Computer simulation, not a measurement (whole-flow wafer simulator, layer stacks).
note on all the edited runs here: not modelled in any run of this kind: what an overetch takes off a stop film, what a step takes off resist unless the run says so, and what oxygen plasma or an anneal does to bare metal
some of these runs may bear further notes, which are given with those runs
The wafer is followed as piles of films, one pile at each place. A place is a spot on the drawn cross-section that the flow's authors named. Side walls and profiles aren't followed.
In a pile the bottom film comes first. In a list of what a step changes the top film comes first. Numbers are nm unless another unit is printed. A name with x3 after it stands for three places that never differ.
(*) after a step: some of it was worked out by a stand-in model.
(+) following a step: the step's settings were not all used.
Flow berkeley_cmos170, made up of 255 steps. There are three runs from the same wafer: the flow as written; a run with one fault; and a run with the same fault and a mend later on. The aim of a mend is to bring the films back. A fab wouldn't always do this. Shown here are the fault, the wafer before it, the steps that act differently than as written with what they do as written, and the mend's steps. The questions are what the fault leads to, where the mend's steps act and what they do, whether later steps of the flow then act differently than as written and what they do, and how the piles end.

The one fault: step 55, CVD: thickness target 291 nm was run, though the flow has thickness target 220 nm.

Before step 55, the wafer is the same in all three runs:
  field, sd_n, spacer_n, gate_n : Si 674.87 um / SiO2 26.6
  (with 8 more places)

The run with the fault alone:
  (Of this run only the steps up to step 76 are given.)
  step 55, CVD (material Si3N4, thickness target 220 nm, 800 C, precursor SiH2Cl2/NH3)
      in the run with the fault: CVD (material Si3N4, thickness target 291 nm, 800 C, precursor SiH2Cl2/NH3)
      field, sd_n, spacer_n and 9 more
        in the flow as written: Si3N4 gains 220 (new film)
        in the run with the fault: Si3N4 gains 291 (new film)
  Steps later in the flow that act otherwise than as written (not shown: 3 more steps that differ only slightly, by at most 2% or 0.5 nm, whichever is larger):
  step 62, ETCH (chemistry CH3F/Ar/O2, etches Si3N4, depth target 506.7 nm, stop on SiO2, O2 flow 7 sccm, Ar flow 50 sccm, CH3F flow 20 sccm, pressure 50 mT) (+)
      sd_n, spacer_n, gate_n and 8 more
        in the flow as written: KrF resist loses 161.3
        in the run with the fault: KrF resist loses 208.7
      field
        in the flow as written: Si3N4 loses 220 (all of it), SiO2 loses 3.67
        in the run with the fault: Si3N4 loses 291 (all of it), SiO2 loses 3.67
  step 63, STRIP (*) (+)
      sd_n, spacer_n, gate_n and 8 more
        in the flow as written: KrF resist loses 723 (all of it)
        in the run with the fault: KrF resist loses 675.7 (all of it)
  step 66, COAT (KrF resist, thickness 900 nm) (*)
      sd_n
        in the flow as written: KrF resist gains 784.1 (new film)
        in the run with the fault: KrF resist gains 749.8 (new film)
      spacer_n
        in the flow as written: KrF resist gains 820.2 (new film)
        in the run with the fault: KrF resist gains 796.4 (new film)
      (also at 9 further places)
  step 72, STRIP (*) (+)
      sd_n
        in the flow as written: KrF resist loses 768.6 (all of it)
        in the run with the fault: KrF resist loses 734.4 (all of it)
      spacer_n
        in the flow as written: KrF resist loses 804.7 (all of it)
        in the run with the fault: KrF resist loses 781 (all of it)
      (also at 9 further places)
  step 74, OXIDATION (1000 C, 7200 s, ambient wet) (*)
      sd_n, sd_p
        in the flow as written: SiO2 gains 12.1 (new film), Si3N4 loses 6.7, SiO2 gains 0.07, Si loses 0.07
        in the run with the fault: SiO2 gains 12.1 (new film), Si3N4 loses 6.7
  Once step 76 is done, the piles at sd_n, spacer_n, gate_n and 8 more depart from the flow's by more than 2% or 0.5 nm, whichever is larger.
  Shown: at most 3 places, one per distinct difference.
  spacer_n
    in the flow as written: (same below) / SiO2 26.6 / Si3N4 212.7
    in the run with the fault: (same below) / SiO2 26.6 / Si3N4 283.8
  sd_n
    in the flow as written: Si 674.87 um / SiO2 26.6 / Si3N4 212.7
    in the run with the fault: Si 674.87 um / SiO2 26.6 / Si3N4 283.8

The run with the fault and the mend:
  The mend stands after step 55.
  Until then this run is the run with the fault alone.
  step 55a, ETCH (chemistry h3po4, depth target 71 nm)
      field, sd_n, spacer_n and 9 more
        Si3N4 loses 71
  Every later step of the flow that is run acts as written at every place that is followed.
  The piles end the same as the flow's at every place that both follow.
